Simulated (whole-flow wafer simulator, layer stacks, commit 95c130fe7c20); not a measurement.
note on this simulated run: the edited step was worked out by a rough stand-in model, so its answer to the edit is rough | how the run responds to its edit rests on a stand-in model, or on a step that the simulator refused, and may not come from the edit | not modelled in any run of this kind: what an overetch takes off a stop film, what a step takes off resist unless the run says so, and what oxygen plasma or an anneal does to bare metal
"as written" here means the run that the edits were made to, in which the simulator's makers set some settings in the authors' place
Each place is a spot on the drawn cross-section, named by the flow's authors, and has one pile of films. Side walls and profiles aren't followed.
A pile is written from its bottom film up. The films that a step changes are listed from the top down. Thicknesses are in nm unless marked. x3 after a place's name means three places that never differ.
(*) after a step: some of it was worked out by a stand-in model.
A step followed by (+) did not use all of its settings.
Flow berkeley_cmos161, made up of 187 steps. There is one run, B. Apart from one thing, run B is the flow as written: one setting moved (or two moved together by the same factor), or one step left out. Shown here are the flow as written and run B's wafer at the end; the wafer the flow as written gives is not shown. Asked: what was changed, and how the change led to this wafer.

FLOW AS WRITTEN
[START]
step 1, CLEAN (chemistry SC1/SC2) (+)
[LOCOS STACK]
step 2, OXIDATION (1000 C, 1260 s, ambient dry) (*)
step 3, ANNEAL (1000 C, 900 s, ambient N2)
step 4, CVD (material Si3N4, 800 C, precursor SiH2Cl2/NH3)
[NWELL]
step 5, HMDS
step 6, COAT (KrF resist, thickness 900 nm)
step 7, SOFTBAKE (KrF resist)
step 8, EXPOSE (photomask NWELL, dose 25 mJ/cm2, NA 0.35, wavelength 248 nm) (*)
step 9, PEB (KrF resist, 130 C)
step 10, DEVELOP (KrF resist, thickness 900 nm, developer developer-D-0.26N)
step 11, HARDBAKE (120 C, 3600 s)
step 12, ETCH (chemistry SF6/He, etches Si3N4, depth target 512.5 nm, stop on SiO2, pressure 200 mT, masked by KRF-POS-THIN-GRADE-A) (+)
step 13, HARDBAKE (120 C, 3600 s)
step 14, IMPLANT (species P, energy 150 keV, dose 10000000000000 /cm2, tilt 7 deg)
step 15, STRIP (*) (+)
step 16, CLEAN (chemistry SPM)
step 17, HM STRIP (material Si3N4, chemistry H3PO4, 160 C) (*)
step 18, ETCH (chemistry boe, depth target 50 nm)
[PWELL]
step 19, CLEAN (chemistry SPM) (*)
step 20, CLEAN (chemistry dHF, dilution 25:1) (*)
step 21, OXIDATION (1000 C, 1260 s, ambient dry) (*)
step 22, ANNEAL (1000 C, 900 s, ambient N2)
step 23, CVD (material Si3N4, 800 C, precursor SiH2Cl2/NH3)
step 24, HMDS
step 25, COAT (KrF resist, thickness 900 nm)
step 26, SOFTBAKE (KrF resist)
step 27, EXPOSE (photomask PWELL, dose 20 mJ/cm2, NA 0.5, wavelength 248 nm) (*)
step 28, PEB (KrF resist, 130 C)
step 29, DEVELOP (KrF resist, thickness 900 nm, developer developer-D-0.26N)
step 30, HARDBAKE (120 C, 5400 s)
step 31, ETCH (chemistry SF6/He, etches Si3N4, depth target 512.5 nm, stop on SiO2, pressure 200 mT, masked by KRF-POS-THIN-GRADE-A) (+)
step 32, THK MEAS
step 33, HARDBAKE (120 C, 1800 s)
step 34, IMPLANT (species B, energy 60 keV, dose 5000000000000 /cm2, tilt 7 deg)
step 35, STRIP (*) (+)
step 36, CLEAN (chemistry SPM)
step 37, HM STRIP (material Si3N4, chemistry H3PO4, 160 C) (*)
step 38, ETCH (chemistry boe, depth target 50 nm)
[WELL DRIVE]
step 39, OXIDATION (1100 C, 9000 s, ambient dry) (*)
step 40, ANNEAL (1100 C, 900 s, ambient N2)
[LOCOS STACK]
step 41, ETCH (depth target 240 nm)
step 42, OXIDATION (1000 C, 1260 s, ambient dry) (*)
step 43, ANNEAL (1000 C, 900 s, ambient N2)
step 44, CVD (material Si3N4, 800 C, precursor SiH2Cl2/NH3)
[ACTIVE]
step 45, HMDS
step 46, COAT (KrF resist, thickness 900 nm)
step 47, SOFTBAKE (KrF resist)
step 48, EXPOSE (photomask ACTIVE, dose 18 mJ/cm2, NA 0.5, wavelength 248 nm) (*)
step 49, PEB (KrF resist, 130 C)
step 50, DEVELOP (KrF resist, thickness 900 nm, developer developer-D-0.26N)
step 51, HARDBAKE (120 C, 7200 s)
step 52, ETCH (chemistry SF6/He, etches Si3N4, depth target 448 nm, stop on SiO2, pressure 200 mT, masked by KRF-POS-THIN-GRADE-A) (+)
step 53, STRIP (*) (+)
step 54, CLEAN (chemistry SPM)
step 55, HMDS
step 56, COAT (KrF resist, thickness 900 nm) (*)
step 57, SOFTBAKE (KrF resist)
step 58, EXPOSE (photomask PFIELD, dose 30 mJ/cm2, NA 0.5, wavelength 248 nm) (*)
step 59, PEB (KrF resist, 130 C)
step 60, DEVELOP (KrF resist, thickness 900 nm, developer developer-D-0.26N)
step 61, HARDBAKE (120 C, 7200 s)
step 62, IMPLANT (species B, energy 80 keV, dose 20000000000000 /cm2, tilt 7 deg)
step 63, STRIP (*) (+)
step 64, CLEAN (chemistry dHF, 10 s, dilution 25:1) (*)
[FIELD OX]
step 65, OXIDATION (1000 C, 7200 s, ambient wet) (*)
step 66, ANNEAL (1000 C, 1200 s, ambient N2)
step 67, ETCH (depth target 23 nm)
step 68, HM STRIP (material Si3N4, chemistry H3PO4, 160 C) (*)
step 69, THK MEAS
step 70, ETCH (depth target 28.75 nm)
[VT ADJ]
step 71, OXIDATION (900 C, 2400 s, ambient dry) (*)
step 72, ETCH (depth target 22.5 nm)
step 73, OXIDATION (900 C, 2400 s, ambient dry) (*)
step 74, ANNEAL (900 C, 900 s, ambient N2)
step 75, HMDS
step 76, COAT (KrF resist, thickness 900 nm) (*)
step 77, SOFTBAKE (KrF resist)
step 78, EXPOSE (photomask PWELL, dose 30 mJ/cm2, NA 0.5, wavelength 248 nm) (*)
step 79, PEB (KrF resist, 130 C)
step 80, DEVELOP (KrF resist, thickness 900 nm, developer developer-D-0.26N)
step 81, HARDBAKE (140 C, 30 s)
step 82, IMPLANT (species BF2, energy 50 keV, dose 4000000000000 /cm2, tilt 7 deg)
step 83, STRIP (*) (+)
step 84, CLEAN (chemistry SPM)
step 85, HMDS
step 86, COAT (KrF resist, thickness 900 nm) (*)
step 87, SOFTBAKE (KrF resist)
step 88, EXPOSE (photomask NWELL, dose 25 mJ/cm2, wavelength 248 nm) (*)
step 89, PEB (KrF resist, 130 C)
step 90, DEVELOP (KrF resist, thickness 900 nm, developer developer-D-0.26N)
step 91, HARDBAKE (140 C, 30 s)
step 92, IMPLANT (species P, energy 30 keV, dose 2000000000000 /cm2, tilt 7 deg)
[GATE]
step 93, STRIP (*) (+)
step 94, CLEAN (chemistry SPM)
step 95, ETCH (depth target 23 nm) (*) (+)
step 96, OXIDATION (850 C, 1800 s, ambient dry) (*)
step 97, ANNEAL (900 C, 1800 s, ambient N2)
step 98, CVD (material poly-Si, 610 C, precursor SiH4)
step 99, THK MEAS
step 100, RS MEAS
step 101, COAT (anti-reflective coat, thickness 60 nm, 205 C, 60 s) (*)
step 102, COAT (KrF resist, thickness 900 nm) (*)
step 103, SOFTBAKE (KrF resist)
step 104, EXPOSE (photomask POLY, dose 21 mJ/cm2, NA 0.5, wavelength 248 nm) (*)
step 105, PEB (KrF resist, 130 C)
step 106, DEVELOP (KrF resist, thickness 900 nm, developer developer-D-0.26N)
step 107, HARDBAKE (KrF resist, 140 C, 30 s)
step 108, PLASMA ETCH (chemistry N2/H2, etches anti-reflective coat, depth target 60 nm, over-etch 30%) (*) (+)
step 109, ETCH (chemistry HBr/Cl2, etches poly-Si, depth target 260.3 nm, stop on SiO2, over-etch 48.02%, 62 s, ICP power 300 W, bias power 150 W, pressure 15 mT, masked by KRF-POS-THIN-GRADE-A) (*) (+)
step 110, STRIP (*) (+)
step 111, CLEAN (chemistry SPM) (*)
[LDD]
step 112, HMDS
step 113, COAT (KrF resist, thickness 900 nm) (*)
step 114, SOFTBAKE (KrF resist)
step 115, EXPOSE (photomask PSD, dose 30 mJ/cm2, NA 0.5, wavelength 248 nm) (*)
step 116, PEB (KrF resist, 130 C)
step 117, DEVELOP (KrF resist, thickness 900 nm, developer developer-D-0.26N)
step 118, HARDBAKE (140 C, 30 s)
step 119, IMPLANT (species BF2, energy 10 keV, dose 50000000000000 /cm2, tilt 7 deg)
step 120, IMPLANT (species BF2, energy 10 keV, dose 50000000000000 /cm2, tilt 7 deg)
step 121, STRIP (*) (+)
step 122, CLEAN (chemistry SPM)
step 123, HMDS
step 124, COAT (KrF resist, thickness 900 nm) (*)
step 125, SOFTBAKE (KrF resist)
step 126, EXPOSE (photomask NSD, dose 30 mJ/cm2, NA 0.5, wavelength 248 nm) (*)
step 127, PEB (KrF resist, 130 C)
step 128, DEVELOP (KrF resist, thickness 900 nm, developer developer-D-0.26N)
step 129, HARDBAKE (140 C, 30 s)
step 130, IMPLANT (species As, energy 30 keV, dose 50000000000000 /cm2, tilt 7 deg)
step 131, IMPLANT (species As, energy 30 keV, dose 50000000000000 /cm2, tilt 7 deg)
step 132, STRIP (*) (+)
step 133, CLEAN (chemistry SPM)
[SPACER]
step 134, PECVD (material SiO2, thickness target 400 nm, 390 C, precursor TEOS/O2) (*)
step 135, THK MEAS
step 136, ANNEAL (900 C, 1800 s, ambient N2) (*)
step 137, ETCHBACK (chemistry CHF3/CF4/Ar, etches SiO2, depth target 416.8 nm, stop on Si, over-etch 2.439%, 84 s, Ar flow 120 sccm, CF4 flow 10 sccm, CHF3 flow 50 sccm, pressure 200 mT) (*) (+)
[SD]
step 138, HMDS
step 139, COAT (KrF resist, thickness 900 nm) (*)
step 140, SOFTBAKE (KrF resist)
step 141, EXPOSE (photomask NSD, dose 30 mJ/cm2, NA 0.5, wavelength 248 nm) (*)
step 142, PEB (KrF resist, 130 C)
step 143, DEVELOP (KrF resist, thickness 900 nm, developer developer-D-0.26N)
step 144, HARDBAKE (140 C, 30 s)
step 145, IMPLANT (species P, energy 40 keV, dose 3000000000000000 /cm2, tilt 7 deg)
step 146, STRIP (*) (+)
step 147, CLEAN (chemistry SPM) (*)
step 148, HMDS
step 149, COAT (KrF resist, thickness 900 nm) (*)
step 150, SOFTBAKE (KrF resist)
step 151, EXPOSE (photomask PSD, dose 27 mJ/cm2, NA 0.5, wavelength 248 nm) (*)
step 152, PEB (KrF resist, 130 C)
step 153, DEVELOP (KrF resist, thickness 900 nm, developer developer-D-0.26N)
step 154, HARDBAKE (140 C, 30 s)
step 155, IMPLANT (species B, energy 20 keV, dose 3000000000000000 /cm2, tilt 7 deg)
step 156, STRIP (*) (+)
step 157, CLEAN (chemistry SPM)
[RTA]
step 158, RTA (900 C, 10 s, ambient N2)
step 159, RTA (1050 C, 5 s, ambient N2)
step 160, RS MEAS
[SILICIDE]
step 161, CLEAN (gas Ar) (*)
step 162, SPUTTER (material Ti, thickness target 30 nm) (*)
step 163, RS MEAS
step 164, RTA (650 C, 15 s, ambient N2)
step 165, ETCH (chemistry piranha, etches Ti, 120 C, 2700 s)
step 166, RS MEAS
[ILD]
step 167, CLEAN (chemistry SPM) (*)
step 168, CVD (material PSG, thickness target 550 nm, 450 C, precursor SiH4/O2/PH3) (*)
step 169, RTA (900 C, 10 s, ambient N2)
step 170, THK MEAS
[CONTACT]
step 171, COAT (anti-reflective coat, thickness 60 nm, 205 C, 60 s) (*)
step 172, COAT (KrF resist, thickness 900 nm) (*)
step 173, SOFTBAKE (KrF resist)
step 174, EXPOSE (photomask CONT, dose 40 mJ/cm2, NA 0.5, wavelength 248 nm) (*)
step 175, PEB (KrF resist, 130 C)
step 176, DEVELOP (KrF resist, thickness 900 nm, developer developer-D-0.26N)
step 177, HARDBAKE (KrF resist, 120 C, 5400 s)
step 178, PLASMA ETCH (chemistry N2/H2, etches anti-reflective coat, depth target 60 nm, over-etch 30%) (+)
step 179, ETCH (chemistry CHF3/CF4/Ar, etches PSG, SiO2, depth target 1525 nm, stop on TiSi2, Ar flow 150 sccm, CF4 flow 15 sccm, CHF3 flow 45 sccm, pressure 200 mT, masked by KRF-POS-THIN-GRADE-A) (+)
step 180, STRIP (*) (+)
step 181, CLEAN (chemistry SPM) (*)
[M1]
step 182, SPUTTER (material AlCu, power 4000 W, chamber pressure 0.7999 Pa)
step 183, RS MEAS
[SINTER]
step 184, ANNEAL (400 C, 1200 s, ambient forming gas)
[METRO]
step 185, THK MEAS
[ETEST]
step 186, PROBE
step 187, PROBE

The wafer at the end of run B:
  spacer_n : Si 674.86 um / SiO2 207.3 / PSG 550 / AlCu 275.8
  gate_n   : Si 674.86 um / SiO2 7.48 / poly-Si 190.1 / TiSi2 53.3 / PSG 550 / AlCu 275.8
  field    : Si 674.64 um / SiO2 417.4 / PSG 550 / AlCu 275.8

What caused this: step 95, ETCH: depth target 14 nm was run, whereas the flow has depth target 23 nm.

How this came from the change, step by step:
  step 95, ETCH (depth target 23 nm) (*) (+)
      sd_n, spacer_n, gate_n, sd_p, spacer_p, gate_p, contact, m1: -14 SiO2 (it would be, as written: -14.9 SiO2 (all of it))
      field: -14 SiO2 (it would be, as written: -23 SiO2)
  step 96, OXIDATION (850 C, 1800 s, ambient dry) (*)
      sd_n, spacer_n, gate_n, sd_p, spacer_p, gate_p, contact, m1: +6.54 SiO2, -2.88 Si (it would be, as written: +7.48 SiO2 (new film), -3.29 Si)
  step 101, COAT (anti-reflective coat, thickness 60 nm, 205 C, 60 s) (*)
      sd_n: +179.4 anti-reflective coat (new film) (it would be, as written: +173.5 anti-reflective coat (new film))
      spacer_n: +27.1 anti-reflective coat (new film) (it would be, as written: +28.7 anti-reflective coat (new film))
      (as well as at 3 more places)
  step 108, PLASMA ETCH (chemistry N2/H2, etches anti-reflective coat, depth target 60 nm, over-etch 30%) (*) (+)
      sd_n: -179.4 anti-reflective coat (all of it), -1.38 poly-Si (it would be, as written: -173.5 anti-reflective coat (all of it), -1.33 poly-Si)
      spacer_n: -27.1 anti-reflective coat (all of it), -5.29 poly-Si (it would be, as written: -28.7 anti-reflective coat (all of it), -5.05 poly-Si)
      (as well as at 1 more place)
  step 110, STRIP (*) (+)
      gate_n: +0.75 chemical SiO2 (new film), -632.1 KrF resist (all of it), -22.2 anti-reflective coat (all of it), -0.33 poly-Si (it would be, as written: +0.75 chemical SiO2 (new film), -626.8 KrF resist (all of it), -23.7 anti-reflective coat (all of it), -0.33 poly-Si)
      gate_p: +0.75 chemical SiO2 (new film), -601.5 KrF resist (all of it), -27.1 anti-reflective coat (all of it), -0.33 poly-Si (it would be, as written: +0.75 chemical SiO2 (new film), -598.2 KrF resist (all of it), -27.9 anti-reflective coat (all of it), -0.33 poly-Si)
  step 171, COAT (anti-reflective coat, thickness 60 nm, 205 C, 60 s) (*)
      sd_n: +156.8 anti-reflective coat (new film) (it would be, as written: +149.7 anti-reflective coat (new film))
  step 180, STRIP (*) (+)
      sd_n: -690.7 KrF resist (all of it), -156.8 anti-reflective coat (all of it) (it would be, as written: -692.5 KrF resist (all of it), -149.7 anti-reflective coat (all of it))
